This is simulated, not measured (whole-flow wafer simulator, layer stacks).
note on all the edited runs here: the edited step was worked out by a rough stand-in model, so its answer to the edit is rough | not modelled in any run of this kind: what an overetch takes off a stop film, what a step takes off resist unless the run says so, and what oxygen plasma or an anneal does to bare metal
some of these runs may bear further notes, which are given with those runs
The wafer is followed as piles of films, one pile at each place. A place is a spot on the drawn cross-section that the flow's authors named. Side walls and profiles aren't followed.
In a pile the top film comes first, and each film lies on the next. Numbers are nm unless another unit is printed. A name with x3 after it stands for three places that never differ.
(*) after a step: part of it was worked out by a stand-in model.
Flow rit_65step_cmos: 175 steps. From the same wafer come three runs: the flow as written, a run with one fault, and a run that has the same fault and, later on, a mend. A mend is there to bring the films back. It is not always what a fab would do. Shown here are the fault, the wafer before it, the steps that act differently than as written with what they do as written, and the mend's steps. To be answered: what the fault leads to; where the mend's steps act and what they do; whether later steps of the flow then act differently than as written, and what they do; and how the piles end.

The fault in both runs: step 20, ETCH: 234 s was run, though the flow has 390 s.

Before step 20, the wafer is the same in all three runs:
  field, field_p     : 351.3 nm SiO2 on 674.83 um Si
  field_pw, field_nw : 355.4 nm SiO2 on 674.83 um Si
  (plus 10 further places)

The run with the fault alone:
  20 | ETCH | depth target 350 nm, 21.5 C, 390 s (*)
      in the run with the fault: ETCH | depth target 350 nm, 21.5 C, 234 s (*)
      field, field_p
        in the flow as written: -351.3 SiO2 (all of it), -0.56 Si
        in the run with the fault: -228.5 SiO2
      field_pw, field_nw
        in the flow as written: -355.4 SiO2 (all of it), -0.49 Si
        in the run with the fault: -228.5 SiO2
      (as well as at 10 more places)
  Steps later in the flow that act otherwise than as written (9 more steps, not shown, differ only slightly: by at most 2% or 0.5 nm, whichever is larger):
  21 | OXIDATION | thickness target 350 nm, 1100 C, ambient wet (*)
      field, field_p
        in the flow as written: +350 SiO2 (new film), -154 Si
        in the run with the fault: +267.8 SiO2, -117.8 Si
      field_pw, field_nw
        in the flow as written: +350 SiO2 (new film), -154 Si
        in the run with the fault: +265.6 SiO2, -116.9 Si
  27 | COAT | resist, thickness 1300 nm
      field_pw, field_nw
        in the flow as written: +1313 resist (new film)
        in the run with the fault: +1269.2 resist (new film)
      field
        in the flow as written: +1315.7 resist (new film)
        in the run with the fault: +1259 resist (new film)
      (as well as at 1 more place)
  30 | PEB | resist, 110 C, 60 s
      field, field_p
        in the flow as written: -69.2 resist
        in the run with the fault: -66.2 resist
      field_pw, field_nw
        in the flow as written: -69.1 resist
        in the run with the fault: -66.8 resist
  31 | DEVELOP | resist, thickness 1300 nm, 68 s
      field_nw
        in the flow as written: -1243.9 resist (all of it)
        in the run with the fault: -1202.5 resist (all of it)
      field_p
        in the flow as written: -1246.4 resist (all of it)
        in the run with the fault: -1192.9 resist (all of it)
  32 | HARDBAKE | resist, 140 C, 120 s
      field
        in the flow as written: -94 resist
        in the run with the fault: -89.9 resist
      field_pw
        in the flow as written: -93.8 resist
        in the run with the fault: -90.6 resist
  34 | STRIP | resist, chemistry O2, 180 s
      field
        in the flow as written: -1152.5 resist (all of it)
        in the run with the fault: -1102.9 resist (all of it)
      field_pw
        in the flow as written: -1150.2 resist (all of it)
        in the run with the fault: -1111.8 resist (all of it)
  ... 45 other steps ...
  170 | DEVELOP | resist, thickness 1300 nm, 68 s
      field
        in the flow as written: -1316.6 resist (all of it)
        in the run with the fault: -1258.9 resist (all of it)
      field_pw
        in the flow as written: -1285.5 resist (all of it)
        in the run with the fault: -1242.7 resist (all of it)
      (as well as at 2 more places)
  At field, field_pw, field_nw, field_p, the piles at the end differ from the flow's by more than 2% or 0.5 nm, whichever is larger.
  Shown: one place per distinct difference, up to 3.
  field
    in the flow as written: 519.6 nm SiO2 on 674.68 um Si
    in the run with the fault: 559.5 nm SiO2 on 674.71 um Si
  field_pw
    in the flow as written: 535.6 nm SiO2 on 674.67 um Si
    in the run with the fault: 577.3 nm SiO2 on 674.71 um Si
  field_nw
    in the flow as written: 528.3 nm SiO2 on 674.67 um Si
    in the run with the fault: 570.4 nm SiO2 on 674.71 um Si

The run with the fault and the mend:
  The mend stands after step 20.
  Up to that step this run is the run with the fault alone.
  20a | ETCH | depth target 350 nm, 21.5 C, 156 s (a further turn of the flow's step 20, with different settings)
      field, field_p
        -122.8 SiO2 (all of it)
      field_pw, field_nw
        -126.8 SiO2 (all of it)
  Every later step of the flow that is run acts as written, at every place that is followed, to within 2% or 0.5 nm, whichever is larger.
  At the end the piles are close to the flow's at the places that both follow, differing by at most 2% or 0.5 nm, whichever is larger.
